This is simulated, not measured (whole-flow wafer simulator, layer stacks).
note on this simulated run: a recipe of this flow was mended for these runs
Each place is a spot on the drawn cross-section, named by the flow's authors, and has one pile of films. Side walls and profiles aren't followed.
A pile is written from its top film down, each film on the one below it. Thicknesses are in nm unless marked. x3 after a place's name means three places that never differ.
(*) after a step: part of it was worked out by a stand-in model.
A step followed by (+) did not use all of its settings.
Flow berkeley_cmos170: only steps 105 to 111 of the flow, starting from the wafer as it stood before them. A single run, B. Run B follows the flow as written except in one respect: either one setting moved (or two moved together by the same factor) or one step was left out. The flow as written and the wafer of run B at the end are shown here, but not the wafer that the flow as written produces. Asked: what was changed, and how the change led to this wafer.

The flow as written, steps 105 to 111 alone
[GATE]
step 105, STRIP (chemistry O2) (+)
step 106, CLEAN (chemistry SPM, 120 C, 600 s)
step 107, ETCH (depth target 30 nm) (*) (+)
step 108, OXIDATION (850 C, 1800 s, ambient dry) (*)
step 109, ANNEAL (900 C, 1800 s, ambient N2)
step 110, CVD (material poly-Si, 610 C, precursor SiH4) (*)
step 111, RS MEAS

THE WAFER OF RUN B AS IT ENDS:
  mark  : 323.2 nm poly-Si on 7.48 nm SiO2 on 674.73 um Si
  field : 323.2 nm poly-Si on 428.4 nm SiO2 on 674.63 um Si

Cause: step 110, CVD: 633 C was run, though the flow has 610 C.

How this came from the change, step by step:
  step 110, CVD (material poly-Si, 610 C, precursor SiH4) (*)
      field, mark, sd_n and 10 more: +323.2 poly-Si (new film) (it would be, as written: +213.7 poly-Si (new film))
